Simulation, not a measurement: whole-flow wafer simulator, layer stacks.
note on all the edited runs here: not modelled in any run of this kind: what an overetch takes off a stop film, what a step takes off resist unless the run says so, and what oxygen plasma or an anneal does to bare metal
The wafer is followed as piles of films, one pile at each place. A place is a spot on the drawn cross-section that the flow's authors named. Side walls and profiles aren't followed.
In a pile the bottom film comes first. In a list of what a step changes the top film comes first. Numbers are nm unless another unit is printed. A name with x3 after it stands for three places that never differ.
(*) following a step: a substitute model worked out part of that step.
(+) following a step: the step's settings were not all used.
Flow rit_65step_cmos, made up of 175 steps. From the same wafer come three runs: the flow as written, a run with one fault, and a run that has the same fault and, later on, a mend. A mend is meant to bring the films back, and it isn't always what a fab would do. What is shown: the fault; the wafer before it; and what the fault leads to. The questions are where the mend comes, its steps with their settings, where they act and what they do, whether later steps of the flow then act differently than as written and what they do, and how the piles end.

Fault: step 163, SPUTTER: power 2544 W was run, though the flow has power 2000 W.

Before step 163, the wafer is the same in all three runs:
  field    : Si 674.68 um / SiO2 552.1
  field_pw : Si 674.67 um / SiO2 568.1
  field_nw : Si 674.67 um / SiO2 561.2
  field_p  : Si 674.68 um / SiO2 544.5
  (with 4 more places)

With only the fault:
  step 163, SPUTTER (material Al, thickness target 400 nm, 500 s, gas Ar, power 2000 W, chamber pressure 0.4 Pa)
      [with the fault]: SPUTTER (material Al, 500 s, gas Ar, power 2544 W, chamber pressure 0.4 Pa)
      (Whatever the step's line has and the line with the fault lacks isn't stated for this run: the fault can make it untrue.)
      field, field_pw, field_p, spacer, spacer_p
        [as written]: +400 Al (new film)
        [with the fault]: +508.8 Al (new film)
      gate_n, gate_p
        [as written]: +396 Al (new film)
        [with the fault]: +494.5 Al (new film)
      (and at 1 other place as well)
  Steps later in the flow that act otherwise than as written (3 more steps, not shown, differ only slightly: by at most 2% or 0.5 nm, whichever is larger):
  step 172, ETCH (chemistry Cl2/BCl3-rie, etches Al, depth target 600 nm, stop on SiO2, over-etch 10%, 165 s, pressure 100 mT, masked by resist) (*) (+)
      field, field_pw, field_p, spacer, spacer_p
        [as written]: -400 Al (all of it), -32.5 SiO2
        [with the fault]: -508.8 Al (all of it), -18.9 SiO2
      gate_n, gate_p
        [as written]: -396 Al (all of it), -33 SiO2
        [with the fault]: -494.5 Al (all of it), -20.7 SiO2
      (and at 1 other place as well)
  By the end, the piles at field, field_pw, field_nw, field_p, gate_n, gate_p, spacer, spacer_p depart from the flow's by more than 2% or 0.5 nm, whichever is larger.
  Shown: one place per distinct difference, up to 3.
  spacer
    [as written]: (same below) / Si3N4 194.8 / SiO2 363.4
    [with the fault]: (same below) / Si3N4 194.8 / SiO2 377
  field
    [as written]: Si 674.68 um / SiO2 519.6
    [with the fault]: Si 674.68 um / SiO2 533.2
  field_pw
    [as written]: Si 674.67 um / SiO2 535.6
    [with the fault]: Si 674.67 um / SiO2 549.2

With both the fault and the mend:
  The mend follows step 164.
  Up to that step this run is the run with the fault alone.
  step 164a, ETCH (chemistry al pan, depth target 583.4 nm)
      field, field_pw, field_nw, field_p, spacer, spacer_p
        -508.8 Al (all of it)
      gate_n, gate_p
        -494.5 Al (all of it)
  step 164b, SPUTTER (material Al, thickness target 400 nm, 500 s, gas Ar, power 2000 W, chamber pressure 0.4 Pa) (a further turn of the flow's step 163)
      field, field_pw, field_p, spacer, spacer_p
        +400 Al (new film)
      gate_n, gate_p
        +396 Al (new film)
      field_nw
        +397.2 Al (new film)
  Later steps of the flow that are run all act as written at every place that is followed.
  By the end, the piles equal the flow's at every place that both follow.
